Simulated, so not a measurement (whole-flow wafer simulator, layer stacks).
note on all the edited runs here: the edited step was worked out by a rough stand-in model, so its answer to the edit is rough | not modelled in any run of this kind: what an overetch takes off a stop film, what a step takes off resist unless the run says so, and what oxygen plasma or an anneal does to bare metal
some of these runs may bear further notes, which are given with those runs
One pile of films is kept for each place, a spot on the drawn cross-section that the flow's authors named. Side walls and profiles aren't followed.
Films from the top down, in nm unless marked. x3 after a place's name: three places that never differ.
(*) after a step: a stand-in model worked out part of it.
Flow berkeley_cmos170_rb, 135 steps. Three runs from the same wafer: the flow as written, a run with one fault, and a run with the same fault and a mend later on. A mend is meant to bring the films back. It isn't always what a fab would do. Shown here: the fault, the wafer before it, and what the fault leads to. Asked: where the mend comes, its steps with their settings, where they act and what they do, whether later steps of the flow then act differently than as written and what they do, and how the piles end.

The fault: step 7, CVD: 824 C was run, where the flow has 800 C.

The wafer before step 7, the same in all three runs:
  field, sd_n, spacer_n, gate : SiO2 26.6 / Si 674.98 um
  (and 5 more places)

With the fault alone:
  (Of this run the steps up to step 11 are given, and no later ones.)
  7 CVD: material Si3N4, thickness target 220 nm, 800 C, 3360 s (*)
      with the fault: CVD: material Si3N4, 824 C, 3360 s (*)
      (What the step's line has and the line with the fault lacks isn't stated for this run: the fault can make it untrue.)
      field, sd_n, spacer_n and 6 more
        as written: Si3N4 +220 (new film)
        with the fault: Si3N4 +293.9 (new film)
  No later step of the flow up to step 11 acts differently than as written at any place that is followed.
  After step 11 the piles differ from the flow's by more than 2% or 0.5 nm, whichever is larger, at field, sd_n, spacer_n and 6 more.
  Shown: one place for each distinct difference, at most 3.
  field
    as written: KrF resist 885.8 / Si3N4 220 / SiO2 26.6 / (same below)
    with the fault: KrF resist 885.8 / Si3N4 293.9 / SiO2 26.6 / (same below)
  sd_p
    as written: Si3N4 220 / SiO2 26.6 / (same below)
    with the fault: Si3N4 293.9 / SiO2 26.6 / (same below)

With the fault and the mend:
  The mend comes after step 7.
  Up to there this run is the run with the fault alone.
  7a ETCH: chemistry h3po4, depth target 338.5 nm
      field, sd_n, spacer_n and 6 more
        Si3N4 -293.9 (all of it)
  7b CLEAN (*) (the flow's step 1 once more)
      changes no film at any place that is followed
  7c CVD: material Si3N4, thickness target 220 nm, 800 C, 3360 s (*) (the flow's step 7 once more)
      field, sd_n, spacer_n and 6 more
        Si3N4 +220 (new film)
  No later step of the flow acts differently than as written at any place that is followed.
  At the end the piles are the same as the flow's at every place that both follow.
